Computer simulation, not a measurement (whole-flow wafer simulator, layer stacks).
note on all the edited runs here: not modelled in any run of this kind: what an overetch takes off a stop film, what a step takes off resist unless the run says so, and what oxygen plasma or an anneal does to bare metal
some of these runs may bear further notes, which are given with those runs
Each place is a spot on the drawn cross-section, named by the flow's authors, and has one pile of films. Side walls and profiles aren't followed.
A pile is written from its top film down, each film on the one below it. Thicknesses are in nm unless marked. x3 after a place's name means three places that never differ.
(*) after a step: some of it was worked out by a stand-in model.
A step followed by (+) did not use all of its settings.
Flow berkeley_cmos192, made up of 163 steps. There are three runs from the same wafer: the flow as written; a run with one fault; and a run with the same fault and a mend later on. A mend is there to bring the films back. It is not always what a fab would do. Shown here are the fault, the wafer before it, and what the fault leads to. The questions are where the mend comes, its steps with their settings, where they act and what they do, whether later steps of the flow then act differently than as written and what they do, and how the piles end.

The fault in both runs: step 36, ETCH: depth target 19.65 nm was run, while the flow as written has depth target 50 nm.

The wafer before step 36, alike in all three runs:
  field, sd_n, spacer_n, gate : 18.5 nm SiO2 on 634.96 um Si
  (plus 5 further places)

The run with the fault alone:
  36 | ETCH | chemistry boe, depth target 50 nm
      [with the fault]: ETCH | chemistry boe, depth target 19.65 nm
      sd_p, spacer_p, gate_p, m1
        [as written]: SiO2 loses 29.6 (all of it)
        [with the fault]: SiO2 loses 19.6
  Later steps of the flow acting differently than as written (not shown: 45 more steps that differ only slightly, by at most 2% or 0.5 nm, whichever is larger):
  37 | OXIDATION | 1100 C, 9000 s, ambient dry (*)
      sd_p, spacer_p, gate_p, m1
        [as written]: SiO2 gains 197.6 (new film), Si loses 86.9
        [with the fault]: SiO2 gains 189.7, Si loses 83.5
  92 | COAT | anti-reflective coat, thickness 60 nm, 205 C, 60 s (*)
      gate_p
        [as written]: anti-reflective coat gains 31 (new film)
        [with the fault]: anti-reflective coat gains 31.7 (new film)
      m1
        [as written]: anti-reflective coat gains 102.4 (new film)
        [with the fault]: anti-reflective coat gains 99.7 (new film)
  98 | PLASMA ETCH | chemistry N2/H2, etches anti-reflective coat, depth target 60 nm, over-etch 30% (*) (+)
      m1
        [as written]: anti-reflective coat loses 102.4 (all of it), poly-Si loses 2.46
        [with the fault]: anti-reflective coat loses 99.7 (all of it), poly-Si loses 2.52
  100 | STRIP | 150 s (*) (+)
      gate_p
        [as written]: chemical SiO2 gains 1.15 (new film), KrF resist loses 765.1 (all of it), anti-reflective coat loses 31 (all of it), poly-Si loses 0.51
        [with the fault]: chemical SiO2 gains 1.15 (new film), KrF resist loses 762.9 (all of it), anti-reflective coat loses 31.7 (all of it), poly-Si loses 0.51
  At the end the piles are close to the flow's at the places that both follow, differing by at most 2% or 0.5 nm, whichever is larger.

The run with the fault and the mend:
  The mend stands after step 36.
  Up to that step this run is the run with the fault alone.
  36a | ETCH | chemistry boe, depth target 30 nm (a further turn of the flow's step 36, with different settings)
      sd_p, spacer_p, gate_p, m1
        SiO2 loses 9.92 (all of it)
  Every later step of the flow that is run acts as written at every place that is followed.
  The piles end the same as the flow's at every place that both follow.
